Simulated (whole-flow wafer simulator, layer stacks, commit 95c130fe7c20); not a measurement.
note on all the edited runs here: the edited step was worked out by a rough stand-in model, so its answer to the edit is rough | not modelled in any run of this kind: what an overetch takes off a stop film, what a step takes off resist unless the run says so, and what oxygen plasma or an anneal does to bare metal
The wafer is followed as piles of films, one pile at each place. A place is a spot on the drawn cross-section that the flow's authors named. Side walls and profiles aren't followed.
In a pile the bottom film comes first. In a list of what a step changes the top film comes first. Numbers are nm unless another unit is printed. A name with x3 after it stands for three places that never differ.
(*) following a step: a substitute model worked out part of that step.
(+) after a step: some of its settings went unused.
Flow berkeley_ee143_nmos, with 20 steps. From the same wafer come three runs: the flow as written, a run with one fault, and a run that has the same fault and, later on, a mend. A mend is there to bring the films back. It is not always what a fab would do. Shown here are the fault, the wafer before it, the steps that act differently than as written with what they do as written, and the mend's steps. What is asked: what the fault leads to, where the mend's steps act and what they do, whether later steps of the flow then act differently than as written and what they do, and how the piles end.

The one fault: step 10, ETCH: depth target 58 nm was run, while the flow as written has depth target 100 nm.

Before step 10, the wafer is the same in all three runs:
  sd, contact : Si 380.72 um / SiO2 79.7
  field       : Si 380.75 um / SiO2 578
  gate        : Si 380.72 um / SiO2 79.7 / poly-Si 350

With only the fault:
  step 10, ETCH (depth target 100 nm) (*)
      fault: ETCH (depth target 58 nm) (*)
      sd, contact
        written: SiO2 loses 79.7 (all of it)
        fault: SiO2 loses 58
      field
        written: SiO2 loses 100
        fault: SiO2 loses 58
  Later steps of the flow acting differently than as written:
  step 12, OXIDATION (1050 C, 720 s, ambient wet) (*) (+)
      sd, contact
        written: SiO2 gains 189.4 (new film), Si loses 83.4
        fault: SiO2 gains 176.9, Si loses 77.9
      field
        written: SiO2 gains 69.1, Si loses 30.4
        fault: SiO2 gains 65.2, Si loses 28.7
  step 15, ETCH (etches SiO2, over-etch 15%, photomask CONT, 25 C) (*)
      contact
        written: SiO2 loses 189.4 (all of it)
        fault: SiO2 loses 198.6 (all of it)
  By the end, the piles at sd, field depart from the flow's by more than 2% or 0.5 nm, whichever is larger.
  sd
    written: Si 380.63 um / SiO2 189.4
    fault: Si 380.64 um / SiO2 198.6
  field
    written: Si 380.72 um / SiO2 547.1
    fault: Si 380.72 um / SiO2 585.1

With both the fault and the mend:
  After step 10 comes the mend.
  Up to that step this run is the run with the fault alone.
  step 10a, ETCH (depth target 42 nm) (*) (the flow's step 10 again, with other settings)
      sd, contact
        SiO2 loses 21.7 (all of it)
      field
        SiO2 loses 42
  Every later step of the flow that is run acts as written at every place that is followed.
  The piles end the same as the flow's at every place that both follow.
